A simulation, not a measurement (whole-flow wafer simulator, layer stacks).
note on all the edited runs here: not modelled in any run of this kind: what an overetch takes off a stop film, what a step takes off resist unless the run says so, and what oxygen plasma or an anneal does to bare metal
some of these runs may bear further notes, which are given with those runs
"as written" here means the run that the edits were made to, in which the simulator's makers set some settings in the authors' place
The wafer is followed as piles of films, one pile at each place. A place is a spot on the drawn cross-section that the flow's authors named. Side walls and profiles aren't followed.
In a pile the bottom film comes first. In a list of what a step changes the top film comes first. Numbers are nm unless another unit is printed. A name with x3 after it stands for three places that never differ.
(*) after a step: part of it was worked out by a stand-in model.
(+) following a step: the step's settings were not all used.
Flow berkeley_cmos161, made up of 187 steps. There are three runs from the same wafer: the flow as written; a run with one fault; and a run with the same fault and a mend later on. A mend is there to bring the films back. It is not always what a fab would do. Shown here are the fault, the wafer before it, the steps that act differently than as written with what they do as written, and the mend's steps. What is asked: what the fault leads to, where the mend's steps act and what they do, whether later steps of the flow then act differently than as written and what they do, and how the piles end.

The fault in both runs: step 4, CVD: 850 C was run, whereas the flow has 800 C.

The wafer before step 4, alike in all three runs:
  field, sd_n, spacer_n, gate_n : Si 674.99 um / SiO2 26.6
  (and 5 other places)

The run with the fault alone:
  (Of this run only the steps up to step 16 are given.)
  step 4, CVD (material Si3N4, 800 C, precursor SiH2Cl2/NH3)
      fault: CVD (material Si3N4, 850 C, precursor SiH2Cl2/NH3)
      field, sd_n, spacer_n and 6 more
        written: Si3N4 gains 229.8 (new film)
        fault: Si3N4 gains 333 (new film)
  Later steps of the flow acting differently than as written (1 more step, not shown, differs only slightly: by at most 2% or 0.5 nm, whichever is larger):
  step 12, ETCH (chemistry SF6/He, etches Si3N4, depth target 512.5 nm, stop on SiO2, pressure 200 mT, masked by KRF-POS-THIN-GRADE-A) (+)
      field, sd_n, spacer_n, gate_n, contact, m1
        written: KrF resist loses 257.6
        fault: KrF resist loses 369.8
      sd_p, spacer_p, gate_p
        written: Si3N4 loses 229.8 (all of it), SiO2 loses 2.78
        fault: Si3N4 loses 333 (all of it), SiO2 loses 2.78
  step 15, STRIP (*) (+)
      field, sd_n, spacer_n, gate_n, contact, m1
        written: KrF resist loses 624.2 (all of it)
        fault: KrF resist loses 512.2 (all of it)
  The piles after step 16 differ from the flow's at field, sd_n, spacer_n, gate_n, contact, m1 by more than 2% or 0.5 nm, whichever is larger.
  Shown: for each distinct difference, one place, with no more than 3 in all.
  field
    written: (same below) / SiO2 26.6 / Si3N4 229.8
    fault: (same below) / SiO2 26.6 / Si3N4 333

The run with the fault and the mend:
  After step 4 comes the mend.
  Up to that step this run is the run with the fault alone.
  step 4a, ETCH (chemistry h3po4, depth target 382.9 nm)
      field, sd_n, spacer_n and 6 more
        Si3N4 loses 333 (all of it)
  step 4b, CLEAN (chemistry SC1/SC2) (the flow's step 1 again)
      alters no film at any place that is followed
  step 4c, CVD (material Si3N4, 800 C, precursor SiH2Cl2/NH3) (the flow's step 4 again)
      field, sd_n, spacer_n and 6 more
        Si3N4 gains 229.8 (new film)
  Every later step of the flow that is run acts as written at every place that is followed.
  At every place that both follow, the piles at the end match the flow's.
